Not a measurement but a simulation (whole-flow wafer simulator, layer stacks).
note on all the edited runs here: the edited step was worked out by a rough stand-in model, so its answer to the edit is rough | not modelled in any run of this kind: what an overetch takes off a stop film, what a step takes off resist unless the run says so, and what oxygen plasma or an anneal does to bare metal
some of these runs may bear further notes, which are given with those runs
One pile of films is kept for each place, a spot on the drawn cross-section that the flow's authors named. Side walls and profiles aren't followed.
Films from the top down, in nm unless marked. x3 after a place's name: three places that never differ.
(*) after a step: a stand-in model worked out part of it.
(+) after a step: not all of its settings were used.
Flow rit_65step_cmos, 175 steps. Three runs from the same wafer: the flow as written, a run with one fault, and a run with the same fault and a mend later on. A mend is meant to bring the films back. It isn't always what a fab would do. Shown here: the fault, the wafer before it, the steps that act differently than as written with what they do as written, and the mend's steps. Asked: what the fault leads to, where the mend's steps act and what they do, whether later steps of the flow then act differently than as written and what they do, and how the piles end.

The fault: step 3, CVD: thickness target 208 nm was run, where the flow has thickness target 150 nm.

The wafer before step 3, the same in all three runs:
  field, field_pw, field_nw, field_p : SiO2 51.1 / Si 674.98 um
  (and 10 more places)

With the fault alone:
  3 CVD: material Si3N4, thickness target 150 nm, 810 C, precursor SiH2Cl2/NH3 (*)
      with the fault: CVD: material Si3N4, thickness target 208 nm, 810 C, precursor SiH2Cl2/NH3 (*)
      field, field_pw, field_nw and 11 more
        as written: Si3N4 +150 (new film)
        with the fault: Si3N4 +208 (new film)
  Later steps of the flow that act differently than as written (56 more steps differ only slightly, by at most 2% or 0.5 nm, whichever is larger, and aren't shown):
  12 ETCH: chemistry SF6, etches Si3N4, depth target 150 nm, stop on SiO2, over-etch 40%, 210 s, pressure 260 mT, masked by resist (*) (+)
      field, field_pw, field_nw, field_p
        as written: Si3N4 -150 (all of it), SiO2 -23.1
        with the fault: Si3N4 -208 (all of it), SiO2 -0.77
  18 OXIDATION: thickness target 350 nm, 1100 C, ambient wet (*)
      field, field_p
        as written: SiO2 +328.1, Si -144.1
        with the fault: SiO2 +312.4, Si -137.2
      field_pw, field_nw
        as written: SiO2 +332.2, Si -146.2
        with the fault: SiO2 +316.1, Si -139.1
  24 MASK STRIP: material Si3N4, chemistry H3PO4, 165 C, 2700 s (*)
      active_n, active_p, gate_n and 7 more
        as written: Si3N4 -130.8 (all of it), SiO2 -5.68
        with the fault: Si3N4 -188.8 (all of it), SiO2 -3.47
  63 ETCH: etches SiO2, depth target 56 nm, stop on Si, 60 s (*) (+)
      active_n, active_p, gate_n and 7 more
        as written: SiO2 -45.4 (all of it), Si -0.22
        with the fault: SiO2 -47.6 (all of it), Si -0.17
  At the end the piles differ from the flow's only slightly at the places that both follow, by at most 2% or 0.5 nm, whichever is larger.

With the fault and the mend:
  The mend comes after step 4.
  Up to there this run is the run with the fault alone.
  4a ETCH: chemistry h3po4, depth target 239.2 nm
      field, field_pw, field_nw and 11 more
        Si3N4 -208 (all of it)
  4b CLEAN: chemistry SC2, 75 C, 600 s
      changes no film at any place that is followed
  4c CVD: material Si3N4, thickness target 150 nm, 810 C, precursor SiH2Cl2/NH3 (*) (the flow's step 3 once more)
      field, field_pw, field_nw and 11 more
        Si3N4 +150 (new film)
  No later step of the flow acts differently than as written at any place that is followed.
  At the end the piles are the same as the flow's at every place that both follow.
